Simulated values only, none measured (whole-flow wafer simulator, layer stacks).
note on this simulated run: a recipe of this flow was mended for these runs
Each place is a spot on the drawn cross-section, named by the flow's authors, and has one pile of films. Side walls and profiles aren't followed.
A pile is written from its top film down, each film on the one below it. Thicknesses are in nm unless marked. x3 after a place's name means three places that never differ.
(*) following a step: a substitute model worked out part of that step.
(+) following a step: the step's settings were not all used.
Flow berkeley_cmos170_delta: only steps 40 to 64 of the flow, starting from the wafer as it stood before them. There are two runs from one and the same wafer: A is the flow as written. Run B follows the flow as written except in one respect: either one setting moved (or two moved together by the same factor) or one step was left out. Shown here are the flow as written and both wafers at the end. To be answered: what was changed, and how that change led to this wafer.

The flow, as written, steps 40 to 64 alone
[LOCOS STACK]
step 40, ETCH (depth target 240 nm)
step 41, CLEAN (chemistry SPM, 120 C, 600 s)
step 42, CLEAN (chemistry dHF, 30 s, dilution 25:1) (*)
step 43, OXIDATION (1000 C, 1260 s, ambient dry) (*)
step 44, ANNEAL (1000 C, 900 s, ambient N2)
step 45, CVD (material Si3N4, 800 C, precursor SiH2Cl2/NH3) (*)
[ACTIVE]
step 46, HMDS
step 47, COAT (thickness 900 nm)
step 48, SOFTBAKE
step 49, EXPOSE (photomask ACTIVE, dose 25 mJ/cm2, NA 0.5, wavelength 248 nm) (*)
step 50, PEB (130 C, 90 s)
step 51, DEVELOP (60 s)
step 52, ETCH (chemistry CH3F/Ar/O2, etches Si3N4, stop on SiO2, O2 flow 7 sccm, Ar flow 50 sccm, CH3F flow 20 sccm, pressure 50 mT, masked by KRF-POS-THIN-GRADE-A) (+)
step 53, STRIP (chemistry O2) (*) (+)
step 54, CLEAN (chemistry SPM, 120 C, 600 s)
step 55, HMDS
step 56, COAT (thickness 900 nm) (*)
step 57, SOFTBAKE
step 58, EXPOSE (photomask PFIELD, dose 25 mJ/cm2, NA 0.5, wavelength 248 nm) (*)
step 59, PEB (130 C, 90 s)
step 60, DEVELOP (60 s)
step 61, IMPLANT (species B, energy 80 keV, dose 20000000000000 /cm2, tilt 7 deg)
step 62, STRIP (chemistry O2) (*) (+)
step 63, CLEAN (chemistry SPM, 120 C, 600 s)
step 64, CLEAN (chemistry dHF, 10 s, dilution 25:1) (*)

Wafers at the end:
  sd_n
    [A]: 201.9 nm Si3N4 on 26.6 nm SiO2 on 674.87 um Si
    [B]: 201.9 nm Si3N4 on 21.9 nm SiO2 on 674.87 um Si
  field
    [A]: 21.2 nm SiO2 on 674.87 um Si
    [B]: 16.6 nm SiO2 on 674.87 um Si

Cause: step 43, OXIDATION: 981 C was run, whereas the flow has 1000 C.

The path from the change to this, step by step:
  step 43, OXIDATION (1000 C, 1260 s, ambient dry) (*)
      field, sd_n, spacer_n and 6 more: A SiO2 gains 26.6 (new film), Si loses 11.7 | B SiO2 gains 21.9 (new film), Si loses 9.64
